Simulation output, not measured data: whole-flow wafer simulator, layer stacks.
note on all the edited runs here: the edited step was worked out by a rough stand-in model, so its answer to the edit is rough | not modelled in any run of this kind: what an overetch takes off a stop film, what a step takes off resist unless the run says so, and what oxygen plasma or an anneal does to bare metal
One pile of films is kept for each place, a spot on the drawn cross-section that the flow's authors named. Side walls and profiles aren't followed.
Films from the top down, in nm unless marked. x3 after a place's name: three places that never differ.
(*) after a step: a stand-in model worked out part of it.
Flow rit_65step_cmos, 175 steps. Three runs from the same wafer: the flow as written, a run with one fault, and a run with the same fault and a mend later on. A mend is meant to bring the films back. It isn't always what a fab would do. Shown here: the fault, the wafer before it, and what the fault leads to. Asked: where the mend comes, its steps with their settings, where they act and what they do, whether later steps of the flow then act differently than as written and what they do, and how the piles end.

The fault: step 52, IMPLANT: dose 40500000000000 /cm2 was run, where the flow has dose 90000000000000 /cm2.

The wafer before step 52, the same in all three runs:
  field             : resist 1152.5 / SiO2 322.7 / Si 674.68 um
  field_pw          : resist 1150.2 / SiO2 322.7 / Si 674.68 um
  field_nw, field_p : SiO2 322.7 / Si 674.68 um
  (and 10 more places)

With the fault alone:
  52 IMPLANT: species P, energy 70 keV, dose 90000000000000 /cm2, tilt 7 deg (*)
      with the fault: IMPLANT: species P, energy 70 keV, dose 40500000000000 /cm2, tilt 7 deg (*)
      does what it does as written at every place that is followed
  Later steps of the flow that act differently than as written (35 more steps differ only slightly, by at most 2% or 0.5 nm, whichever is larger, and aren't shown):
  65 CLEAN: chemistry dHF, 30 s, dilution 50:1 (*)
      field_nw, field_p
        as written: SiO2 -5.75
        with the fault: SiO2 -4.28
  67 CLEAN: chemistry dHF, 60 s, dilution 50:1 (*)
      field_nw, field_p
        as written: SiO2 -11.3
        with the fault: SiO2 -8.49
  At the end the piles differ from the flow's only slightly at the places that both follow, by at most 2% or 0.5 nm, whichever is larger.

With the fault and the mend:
  The mend comes after step 52.
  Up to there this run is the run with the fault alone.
  52a IMPLANT: species P, energy 70 keV, dose 49500000000000 /cm2, tilt 7 deg (*) (the flow's step 52 once more, with other settings)
      changes no film at any place that is followed
  No later step of the flow acts differently than as written at any place that is followed.
  At the end the piles are the same as the flow's at every place that both follow.
